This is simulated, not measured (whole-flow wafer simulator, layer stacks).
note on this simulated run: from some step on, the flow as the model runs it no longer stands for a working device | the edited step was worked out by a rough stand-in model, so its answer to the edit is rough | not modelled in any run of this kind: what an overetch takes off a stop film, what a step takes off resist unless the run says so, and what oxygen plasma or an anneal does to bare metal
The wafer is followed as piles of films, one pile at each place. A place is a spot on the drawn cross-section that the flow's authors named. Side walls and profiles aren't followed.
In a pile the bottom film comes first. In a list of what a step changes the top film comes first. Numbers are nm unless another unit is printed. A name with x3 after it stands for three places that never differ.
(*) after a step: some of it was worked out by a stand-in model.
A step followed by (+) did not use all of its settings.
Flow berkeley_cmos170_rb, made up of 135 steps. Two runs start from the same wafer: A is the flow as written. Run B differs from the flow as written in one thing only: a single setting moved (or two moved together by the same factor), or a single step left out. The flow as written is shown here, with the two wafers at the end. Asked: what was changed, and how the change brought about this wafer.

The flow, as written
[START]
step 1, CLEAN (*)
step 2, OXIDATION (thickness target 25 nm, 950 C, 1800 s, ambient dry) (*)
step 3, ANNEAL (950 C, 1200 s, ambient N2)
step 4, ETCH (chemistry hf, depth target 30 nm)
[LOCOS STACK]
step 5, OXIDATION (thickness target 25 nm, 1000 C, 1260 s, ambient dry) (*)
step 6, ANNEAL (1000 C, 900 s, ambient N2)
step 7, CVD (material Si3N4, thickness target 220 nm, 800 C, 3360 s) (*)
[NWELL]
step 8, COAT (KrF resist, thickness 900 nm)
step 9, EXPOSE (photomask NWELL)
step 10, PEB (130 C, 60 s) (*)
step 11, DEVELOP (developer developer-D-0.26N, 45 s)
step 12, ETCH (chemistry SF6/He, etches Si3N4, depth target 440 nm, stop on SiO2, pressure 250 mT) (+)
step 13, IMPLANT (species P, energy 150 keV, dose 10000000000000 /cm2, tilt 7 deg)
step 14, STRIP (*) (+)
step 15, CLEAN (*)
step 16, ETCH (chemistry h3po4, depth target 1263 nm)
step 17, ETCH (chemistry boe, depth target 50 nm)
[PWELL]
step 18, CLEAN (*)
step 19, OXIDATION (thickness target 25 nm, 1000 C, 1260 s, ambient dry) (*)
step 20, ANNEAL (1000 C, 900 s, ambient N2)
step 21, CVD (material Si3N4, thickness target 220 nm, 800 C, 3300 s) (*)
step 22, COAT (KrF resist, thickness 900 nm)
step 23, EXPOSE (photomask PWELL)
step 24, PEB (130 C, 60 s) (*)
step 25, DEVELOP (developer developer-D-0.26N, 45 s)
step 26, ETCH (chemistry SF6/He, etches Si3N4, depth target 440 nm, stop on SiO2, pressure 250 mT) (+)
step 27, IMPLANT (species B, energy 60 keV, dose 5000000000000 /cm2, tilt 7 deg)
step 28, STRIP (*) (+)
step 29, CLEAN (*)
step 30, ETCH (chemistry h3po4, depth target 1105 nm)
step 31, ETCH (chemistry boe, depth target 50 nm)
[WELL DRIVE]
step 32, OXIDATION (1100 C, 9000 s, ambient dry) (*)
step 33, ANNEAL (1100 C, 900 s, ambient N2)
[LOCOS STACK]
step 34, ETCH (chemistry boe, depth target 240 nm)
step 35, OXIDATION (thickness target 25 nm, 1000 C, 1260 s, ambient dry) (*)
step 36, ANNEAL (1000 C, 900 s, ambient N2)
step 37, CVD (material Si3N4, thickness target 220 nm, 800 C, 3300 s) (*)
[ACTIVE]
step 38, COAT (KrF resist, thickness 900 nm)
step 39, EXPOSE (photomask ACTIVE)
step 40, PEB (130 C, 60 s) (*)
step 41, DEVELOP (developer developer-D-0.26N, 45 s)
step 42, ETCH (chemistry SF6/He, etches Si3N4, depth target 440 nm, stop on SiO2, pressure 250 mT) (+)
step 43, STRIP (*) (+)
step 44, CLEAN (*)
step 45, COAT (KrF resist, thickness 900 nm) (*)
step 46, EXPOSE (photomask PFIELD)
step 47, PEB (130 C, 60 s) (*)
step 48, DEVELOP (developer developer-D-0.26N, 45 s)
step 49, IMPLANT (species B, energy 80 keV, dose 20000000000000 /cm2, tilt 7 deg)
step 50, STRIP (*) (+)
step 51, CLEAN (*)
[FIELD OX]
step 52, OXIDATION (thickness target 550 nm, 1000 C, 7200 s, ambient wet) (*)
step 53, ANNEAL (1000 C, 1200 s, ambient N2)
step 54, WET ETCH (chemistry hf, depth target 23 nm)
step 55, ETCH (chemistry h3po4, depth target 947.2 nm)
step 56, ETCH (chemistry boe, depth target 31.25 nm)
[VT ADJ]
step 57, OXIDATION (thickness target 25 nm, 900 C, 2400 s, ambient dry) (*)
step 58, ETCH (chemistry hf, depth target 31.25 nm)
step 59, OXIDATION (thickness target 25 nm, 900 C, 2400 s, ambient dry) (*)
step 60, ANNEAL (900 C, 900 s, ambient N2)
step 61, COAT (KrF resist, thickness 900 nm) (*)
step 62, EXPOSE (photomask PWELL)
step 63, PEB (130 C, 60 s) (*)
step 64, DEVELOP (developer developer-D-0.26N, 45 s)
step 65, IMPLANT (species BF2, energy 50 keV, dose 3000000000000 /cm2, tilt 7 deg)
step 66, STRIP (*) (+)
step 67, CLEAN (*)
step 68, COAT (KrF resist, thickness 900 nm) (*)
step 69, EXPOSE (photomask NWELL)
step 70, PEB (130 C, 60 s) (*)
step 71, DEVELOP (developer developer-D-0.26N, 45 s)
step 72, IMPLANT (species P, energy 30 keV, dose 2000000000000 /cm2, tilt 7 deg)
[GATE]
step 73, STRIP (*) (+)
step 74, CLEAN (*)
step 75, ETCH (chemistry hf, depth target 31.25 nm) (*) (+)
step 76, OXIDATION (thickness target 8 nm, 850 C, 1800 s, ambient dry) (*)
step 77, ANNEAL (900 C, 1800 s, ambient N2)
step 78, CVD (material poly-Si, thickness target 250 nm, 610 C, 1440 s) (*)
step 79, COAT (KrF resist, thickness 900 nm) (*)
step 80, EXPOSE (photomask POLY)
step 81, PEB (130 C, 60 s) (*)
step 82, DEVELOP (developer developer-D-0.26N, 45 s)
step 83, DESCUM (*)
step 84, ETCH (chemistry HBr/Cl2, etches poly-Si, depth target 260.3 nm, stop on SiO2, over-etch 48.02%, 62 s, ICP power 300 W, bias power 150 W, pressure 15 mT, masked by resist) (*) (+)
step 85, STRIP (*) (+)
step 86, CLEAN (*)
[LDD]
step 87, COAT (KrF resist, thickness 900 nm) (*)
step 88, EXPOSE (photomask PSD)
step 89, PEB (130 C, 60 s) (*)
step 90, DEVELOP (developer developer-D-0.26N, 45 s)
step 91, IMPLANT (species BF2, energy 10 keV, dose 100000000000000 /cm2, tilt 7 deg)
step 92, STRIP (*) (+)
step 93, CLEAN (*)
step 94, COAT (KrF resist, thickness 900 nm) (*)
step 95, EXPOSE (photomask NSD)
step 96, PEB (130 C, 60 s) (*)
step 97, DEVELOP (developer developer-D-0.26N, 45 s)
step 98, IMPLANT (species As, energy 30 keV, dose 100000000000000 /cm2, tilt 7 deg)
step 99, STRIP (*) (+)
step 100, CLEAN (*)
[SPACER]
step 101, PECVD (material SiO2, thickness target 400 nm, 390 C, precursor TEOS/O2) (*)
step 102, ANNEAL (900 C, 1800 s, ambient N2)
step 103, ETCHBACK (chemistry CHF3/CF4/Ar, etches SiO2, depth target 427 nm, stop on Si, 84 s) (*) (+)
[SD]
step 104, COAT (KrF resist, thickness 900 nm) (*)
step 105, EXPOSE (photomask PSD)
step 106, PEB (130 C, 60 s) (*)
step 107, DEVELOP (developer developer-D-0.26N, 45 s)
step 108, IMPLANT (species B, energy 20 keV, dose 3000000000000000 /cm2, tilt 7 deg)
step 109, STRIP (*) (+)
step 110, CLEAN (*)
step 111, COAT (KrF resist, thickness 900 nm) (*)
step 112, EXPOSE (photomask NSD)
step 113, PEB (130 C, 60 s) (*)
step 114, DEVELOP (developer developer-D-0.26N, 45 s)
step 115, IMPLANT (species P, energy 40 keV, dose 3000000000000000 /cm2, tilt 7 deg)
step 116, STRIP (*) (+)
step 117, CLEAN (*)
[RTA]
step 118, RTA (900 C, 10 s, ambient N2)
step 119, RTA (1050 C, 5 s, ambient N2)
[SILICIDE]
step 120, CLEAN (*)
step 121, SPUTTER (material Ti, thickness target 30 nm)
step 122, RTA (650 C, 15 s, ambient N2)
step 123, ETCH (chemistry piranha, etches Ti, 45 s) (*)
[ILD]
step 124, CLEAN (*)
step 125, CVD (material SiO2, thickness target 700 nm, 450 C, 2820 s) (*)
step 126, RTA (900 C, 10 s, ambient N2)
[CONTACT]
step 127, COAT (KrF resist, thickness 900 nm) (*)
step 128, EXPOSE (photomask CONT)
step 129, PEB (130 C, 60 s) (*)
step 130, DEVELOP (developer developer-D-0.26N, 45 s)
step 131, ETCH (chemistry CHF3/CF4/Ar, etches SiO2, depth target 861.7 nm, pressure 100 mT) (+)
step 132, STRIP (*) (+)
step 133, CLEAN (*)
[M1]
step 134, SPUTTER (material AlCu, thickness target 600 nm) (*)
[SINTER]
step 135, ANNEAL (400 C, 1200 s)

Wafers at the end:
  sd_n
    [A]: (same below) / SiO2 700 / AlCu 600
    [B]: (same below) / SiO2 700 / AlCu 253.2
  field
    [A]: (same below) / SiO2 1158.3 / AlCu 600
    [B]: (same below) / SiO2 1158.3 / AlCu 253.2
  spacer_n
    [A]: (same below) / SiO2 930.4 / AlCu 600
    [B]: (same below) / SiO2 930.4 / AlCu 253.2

The reason: step 134, SPUTTER: thickness target 253.2 nm was run, while the flow as written has thickness target 600 nm.
One can read it off the wafer: sd_n has AlCu 253.2, and step 134 as written asks for 600 nm.

Step by step, how the change led to this:
  step 134, SPUTTER (material AlCu, thickness target 600 nm) (*)
      field, sd_n, spacer_n, gate, spacer_p, gate_p, m1: A +600 AlCu (new film) | B +253.2 AlCu (new film)
      sd_p: A +545.9 AlCu (new film) | B +225.3 AlCu (new film)
      (and at 1 other place as well)
